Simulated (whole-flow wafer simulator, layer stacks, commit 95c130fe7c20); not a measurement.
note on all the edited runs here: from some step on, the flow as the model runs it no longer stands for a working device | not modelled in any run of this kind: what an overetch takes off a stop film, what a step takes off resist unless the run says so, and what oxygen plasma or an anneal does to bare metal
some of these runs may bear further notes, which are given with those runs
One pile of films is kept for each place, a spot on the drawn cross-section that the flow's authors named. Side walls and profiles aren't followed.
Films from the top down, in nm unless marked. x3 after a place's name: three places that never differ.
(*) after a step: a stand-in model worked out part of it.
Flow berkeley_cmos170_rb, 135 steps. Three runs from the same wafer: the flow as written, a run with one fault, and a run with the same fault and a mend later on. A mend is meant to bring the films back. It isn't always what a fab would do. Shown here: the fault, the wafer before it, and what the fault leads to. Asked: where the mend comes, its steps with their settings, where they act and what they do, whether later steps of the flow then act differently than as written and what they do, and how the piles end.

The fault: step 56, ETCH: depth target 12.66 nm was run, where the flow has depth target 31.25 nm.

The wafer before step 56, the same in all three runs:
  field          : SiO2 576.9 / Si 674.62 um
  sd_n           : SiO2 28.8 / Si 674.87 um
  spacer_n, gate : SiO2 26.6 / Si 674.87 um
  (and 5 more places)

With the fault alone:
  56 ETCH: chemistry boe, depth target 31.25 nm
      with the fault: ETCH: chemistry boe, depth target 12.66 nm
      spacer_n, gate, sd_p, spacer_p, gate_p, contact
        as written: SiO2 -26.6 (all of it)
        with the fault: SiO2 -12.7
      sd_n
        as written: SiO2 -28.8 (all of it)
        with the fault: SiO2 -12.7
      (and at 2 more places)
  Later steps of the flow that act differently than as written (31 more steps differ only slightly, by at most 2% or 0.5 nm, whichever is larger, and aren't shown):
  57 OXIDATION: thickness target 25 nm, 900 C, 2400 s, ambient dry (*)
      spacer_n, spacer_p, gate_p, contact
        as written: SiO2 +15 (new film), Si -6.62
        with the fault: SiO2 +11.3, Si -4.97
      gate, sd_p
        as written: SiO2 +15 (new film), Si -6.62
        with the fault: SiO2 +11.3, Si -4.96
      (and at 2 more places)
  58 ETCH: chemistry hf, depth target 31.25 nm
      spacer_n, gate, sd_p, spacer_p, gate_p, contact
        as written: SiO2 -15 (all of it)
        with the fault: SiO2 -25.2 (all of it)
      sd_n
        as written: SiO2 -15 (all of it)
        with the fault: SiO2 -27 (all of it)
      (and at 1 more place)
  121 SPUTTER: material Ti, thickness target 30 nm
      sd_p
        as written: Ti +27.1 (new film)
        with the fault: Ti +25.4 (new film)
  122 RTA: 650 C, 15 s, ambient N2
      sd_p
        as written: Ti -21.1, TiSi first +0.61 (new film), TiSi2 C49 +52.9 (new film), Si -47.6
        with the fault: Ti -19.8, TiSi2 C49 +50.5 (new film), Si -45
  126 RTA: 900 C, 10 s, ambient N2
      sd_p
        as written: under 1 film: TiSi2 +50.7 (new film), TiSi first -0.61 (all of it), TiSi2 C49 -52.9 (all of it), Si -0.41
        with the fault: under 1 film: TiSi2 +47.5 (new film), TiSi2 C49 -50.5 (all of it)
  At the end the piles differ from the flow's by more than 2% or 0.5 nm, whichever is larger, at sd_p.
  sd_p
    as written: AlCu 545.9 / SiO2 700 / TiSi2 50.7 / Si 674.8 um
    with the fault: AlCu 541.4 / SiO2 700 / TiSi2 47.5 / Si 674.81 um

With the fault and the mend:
  The mend comes after step 56.
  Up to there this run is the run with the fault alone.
  56a ETCH: chemistry boe, depth target 18.59 nm (the flow's step 56 once more, with other settings)
      spacer_n, spacer_p, gate_p, contact
        SiO2 -13.9 (all of it)
      gate, sd_p
        SiO2 -14 (all of it)
      field
        SiO2 -18.6
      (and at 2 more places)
  No later step of the flow acts differently than as written, at any place that is followed, by more than 2% or 0.5 nm, whichever is larger.
  At the end the piles are the same as the flow's at every place that both follow.
